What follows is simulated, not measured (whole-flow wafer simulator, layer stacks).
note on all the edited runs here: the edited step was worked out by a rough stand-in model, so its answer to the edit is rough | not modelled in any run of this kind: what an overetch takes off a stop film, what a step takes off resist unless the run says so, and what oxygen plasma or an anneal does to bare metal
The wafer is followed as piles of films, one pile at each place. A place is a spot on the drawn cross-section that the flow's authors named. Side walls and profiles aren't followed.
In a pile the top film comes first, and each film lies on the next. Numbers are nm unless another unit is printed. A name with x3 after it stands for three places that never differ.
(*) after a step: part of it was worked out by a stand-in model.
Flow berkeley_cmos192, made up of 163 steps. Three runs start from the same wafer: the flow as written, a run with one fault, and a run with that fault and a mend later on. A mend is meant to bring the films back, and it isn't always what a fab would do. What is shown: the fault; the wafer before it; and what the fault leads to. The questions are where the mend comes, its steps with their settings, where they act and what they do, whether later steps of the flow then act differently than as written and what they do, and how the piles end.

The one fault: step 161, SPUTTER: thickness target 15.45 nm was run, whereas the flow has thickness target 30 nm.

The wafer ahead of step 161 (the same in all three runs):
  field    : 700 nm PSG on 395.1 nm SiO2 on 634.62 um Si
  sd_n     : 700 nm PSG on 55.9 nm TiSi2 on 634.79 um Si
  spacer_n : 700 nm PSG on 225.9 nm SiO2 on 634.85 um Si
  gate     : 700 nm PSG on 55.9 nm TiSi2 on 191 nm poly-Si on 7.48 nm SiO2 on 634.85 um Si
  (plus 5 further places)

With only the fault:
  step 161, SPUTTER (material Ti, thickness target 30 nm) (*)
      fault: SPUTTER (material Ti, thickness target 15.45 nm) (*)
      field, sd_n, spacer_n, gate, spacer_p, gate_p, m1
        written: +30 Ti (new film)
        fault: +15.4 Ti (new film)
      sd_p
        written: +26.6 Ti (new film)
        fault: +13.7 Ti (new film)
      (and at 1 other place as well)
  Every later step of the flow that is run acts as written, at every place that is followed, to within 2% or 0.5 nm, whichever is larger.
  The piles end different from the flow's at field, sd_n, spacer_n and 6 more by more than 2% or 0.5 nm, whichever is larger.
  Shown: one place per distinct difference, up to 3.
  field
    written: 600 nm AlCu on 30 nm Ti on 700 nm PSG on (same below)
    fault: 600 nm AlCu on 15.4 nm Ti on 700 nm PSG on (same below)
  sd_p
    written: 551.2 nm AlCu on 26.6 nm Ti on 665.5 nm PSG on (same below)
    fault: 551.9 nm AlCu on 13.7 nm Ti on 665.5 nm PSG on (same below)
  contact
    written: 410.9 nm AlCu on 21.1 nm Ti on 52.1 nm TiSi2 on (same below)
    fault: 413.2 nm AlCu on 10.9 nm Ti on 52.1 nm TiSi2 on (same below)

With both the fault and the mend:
  After step 161 comes the mend.
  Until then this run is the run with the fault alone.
  step 161a, SPUTTER (material Ti, thickness target 14.45 nm) (*) (a further turn of the flow's step 161, with different settings)
      field, sd_n, spacer_n, gate, spacer_p, gate_p, m1
        +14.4 Ti
      sd_p
        +12.8 Ti
      contact
        +10.1 Ti
  Every later step of the flow that is run acts as written at every place that is followed.
  The piles end only slightly different from the flow's at the places that both follow, by no more than 2% or 0.5 nm, whichever is larger.
